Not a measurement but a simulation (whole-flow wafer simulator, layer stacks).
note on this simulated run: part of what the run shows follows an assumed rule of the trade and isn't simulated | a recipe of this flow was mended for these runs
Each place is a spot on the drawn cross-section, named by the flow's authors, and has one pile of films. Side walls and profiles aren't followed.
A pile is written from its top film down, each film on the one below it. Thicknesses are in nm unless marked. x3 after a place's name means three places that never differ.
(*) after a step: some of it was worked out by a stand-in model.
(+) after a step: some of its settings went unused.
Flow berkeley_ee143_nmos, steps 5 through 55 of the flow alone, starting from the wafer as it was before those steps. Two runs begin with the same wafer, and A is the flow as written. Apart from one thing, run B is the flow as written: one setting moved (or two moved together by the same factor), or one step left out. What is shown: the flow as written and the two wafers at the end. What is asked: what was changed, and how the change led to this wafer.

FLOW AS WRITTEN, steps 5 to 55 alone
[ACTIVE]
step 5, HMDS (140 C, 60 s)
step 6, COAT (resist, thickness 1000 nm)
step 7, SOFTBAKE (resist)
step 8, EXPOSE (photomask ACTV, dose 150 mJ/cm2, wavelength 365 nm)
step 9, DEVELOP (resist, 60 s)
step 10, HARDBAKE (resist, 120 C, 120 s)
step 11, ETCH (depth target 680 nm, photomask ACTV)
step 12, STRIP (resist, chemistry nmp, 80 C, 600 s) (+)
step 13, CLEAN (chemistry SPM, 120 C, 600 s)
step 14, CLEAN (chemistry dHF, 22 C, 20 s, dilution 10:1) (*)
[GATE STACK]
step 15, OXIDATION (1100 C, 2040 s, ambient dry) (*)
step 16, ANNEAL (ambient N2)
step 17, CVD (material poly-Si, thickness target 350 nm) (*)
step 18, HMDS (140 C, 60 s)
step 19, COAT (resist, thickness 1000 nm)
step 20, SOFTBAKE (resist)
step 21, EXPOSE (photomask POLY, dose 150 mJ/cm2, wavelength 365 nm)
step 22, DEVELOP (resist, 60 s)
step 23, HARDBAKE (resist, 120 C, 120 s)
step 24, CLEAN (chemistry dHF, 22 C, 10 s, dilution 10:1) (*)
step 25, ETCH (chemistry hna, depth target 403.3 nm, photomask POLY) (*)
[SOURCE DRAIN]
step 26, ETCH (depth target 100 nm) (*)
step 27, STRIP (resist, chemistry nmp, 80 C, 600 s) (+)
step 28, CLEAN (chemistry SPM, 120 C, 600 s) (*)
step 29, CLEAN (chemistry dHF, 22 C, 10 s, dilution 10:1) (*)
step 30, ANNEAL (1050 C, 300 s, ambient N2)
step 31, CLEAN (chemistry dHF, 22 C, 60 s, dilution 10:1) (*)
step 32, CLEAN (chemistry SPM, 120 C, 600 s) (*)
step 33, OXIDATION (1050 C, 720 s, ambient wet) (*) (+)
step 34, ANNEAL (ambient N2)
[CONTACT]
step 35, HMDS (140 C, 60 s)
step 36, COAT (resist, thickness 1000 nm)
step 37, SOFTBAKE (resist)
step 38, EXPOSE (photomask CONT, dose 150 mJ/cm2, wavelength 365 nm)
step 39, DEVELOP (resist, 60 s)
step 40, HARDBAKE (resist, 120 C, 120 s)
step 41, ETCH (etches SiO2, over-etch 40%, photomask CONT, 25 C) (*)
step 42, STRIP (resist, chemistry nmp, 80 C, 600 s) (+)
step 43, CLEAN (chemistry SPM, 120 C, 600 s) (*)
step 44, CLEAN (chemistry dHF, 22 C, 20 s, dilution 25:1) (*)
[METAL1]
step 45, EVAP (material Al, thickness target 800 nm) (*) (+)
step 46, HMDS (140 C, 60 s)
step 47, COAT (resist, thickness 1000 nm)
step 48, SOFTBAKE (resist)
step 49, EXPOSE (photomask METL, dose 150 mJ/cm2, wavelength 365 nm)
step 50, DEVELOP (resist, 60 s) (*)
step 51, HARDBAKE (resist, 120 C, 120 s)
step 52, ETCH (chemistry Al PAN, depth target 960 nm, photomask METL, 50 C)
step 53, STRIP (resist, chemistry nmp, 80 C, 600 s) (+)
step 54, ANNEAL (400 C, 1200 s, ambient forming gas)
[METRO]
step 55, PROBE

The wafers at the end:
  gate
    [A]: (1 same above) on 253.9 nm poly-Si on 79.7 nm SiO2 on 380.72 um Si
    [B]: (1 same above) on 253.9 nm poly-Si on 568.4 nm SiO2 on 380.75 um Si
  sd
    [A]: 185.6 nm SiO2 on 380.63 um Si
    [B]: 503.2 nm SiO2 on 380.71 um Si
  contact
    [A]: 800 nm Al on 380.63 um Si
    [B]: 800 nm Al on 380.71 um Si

The reason: step 11, ETCH: depth target 680 nm, photomask ACTV, was not run.

How this came from the change, step by step:
  step 13, CLEAN (chemistry SPM, 120 C, 600 s)
      gate, sd, contact: A chemical SiO2 gains 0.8 (new film), Si loses 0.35 | B nothing
  step 14, CLEAN (chemistry dHF, 22 C, 20 s, dilution 10:1) (*)
      gate, sd, contact: A chemical SiO2 loses 0.8 (all of it) | B SiO2 loses 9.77
  step 15, OXIDATION (1100 C, 2040 s, ambient dry) (*)
      gate, sd, contact: A SiO2 gains 79.7 (new film), Si loses 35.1 | B SiO2 gains 11.8, Si loses 5.18
  step 19, COAT (resist, thickness 1000 nm)
      gate: A resist gains 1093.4 (new film) | B resist gains 1000 (new film)
      sd: A resist gains 1066.2 (new film) | B resist gains 1000 (new film)
      (also at 2 further places)
  step 22, DEVELOP (resist, 60 s)
      sd: A resist loses 1066.2 (all of it) | B resist loses 1000 (all of it)
      contact: A resist loses 1092 (all of it) | B resist loses 1000 (all of it)
      (also at 1 further place)
  step 23, HARDBAKE (resist, 120 C, 120 s)
      gate: A resist loses 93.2 | B resist loses 84.8
  step 26, ETCH (depth target 100 nm) (*)
      sd, contact: A SiO2 loses 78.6 (all of it) | B SiO2 loses 100
  step 27, STRIP (resist, chemistry nmp, 80 C, 600 s) (+)
      gate: A resist loses 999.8 (all of it) | B resist loses 914.8 (all of it)
  step 28, CLEAN (chemistry SPM, 120 C, 600 s) (*)
      sd, contact: A chemical SiO2 gains 0.8 (new film), Si loses 0.35 | B nothing
  step 29, CLEAN (chemistry dHF, 22 C, 10 s, dilution 10:1) (*)
      sd, contact: A chemical SiO2 loses 0.8 (all of it) | B SiO2 loses 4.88
  step 31, CLEAN (chemistry dHF, 22 C, 60 s, dilution 10:1) (*)
      sd, contact: A nothing | B SiO2 loses 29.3
  step 32, CLEAN (chemistry SPM, 120 C, 600 s) (*)
      sd, contact: A chemical SiO2 gains 0.8 (new film), Si loses 0.35 | B nothing
  step 33, OXIDATION (1050 C, 720 s, ambient wet) (*) (+)
      sd, contact: A SiO2 gains 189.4 (new film), chemical SiO2 loses 0.8 (all of it), Si loses 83 | B SiO2 gains 73.9, Si loses 32.5
  step 36, COAT (resist, thickness 1000 nm)
      gate: A resist gains 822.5 (new film) | B resist gains 704.1 (new film)
      contact: A resist gains 1142.5 (new film) | B resist gains 1099.9 (new film)
      (also at 1 further place)
  step 39, DEVELOP (resist, 60 s)
      contact: A resist loses 1142.5 (all of it) | B resist loses 1099.9 (all of it)
  step 40, HARDBAKE (resist, 120 C, 120 s)
      gate: A resist loses 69 | B resist loses 58.5
      field: A resist loses 71.4 | B resist loses 98.1
  ... another 5 steps ...
  step 53, STRIP (resist, chemistry nmp, 80 C, 600 s) (+)
      contact: A resist loses 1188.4 (all of it) | B resist loses 1357.7 (all of it)
